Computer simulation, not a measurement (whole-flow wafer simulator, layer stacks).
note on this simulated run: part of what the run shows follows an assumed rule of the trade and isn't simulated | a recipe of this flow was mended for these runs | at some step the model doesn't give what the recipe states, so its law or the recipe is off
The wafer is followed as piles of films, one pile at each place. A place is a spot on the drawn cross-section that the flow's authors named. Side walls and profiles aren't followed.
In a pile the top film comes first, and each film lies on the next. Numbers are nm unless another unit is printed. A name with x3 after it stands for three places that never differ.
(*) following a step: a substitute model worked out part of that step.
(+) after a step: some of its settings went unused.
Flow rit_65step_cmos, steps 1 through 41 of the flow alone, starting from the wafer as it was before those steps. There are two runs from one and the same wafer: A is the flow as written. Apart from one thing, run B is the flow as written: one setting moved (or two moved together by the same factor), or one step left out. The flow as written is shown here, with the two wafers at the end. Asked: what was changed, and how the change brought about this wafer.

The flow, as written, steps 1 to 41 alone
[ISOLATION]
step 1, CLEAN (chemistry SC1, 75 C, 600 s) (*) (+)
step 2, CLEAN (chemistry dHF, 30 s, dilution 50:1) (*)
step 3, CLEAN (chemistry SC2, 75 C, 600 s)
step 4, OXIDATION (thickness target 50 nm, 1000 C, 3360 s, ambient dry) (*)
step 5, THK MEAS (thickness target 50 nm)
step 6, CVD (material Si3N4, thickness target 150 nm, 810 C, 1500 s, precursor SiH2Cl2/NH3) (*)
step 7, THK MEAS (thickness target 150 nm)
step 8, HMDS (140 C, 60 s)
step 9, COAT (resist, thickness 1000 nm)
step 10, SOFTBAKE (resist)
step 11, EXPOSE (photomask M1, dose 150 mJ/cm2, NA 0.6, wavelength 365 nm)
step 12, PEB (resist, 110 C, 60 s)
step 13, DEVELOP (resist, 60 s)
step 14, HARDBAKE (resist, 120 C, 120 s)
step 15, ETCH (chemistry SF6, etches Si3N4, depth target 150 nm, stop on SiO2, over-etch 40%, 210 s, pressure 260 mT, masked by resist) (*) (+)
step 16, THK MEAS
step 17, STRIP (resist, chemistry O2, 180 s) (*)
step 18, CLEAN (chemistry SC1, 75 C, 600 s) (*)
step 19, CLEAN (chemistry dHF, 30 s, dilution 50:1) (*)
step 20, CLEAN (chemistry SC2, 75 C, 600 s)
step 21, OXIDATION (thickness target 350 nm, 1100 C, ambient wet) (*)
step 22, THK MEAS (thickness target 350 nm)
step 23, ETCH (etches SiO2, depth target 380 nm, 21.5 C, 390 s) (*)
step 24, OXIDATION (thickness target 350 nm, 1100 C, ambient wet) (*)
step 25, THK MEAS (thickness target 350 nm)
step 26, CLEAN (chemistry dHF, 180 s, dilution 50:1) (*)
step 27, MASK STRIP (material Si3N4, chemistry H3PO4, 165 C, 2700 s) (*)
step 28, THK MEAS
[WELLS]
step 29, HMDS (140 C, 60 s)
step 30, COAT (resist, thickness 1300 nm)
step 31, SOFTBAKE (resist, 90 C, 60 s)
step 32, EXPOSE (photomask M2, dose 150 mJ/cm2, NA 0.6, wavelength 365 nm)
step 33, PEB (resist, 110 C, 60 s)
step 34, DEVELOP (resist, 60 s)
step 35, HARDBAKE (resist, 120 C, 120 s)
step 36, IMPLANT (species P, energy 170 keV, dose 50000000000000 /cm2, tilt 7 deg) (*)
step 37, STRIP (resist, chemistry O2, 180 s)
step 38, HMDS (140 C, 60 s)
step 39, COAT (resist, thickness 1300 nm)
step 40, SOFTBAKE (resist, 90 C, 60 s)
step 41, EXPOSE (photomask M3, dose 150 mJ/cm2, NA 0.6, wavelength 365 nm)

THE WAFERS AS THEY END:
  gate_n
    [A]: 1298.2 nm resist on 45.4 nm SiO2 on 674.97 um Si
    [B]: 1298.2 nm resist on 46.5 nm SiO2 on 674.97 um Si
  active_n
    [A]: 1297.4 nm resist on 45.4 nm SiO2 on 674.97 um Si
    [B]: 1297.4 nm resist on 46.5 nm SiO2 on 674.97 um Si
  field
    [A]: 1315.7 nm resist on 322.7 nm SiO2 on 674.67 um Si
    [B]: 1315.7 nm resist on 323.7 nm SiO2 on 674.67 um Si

The reason: step 27, MASK STRIP: 2430 s was run, whereas the flow has 2700 s.

Step by step, how the change led to this:
  step 27, MASK STRIP (material Si3N4, chemistry H3PO4, 165 C, 2700 s) (*)
      active_n, active_p, gate_n and 7 more: A -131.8 Si3N4 (all of it), -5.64 SiO2 | B -131.8 Si3N4 (all of it), -4.57 SiO2
      field, field_pw, field_nw, field_p: A -10.7 SiO2 | B -9.61 SiO2
